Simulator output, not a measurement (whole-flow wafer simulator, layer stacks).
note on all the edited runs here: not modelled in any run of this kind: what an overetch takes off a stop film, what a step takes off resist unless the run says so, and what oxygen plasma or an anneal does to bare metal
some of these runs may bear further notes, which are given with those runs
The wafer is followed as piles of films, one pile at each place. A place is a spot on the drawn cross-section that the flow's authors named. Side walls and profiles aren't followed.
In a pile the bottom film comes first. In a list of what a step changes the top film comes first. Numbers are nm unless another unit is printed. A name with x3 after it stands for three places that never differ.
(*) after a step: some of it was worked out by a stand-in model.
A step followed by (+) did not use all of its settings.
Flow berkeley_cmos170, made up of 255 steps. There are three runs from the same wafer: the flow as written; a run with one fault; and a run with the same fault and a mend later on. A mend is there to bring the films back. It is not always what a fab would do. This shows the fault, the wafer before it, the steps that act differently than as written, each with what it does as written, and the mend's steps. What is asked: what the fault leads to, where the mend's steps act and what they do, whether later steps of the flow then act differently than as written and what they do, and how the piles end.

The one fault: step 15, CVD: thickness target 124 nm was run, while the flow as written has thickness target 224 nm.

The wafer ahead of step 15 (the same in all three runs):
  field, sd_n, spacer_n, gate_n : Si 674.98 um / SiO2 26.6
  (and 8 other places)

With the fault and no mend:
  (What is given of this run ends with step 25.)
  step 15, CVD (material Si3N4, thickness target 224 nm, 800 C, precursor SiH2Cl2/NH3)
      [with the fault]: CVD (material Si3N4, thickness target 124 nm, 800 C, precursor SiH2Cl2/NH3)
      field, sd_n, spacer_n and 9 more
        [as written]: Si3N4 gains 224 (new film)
        [with the fault]: Si3N4 gains 124 (new film)
  Later steps of the flow acting differently than as written:
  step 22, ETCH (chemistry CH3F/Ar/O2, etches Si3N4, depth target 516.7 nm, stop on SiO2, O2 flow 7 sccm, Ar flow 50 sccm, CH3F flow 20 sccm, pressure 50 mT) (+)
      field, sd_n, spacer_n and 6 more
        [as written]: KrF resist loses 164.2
        [with the fault]: KrF resist loses 97.6
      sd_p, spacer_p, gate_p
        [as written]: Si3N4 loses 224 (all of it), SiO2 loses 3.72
        [with the fault]: Si3N4 loses 124 (all of it), SiO2 loses 3.72
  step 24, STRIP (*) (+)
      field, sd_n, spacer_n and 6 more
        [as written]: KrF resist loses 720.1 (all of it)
        [with the fault]: KrF resist loses 786.8 (all of it)
  The piles after step 25 differ from the flow's at field, sd_n, spacer_n and 6 more by more than 2% or 0.5 nm, whichever is larger.
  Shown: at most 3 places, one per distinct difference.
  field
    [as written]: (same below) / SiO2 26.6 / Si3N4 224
    [with the fault]: (same below) / SiO2 26.6 / Si3N4 124

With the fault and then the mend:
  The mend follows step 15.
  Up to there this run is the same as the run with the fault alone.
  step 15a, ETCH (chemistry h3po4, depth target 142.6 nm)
      field, sd_n, spacer_n and 9 more
        Si3N4 loses 124 (all of it)
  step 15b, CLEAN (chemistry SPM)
      leaves every film unchanged at each place that is followed
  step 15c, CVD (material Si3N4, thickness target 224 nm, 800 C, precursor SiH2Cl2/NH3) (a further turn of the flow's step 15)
      field, sd_n, spacer_n and 9 more
        Si3N4 gains 224 (new film)
  Later steps of the flow that are run all act as written at every place that is followed.
  By the end, the piles equal the flow's at every place that both follow.
